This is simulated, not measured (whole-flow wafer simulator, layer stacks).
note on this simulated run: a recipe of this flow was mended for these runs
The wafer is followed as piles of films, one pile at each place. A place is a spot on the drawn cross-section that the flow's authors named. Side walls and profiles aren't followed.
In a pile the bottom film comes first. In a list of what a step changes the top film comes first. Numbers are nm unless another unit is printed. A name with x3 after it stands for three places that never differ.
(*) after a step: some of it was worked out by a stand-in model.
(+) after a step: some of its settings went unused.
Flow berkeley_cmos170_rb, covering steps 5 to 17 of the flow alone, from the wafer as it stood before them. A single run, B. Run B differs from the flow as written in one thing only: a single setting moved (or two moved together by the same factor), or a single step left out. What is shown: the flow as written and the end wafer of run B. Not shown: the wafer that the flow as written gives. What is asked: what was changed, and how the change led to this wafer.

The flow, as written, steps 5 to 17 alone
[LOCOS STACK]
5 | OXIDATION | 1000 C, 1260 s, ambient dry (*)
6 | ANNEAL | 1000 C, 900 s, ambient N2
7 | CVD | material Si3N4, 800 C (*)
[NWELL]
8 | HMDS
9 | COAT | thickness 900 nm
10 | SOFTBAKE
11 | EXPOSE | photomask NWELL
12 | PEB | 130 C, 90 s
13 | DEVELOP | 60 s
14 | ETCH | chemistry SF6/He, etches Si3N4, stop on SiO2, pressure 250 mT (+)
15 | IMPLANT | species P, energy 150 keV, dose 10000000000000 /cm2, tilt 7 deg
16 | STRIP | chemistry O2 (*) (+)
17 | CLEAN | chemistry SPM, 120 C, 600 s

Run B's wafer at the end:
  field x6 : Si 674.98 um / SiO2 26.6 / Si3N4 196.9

Cause: step 7, CVD: 792 C was run, while the flow as written has 800 C.

How this came from the change, step by step:
  7 | CVD | material Si3N4, 800 C (*)
      field x6, sd_p x3: +196.9 Si3N4 (new film) (in the flow as written it would be: +220 Si3N4 (new film))
  14 | ETCH | chemistry SF6/He, etches Si3N4, stop on SiO2, pressure 250 mT (+)
      field x6: -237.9 KrF-resist (in the flow as written it would be: -263 KrF-resist)
      sd_p x3: -196.9 Si3N4 (all of it), -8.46 SiO2 (in the flow as written it would be: -220 Si3N4 (all of it), -8.46 SiO2)
  16 | STRIP | chemistry O2 (*) (+)
      field x6: -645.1 KrF-resist (all of it) (in the flow as written it would be: -620 KrF-resist (all of it))
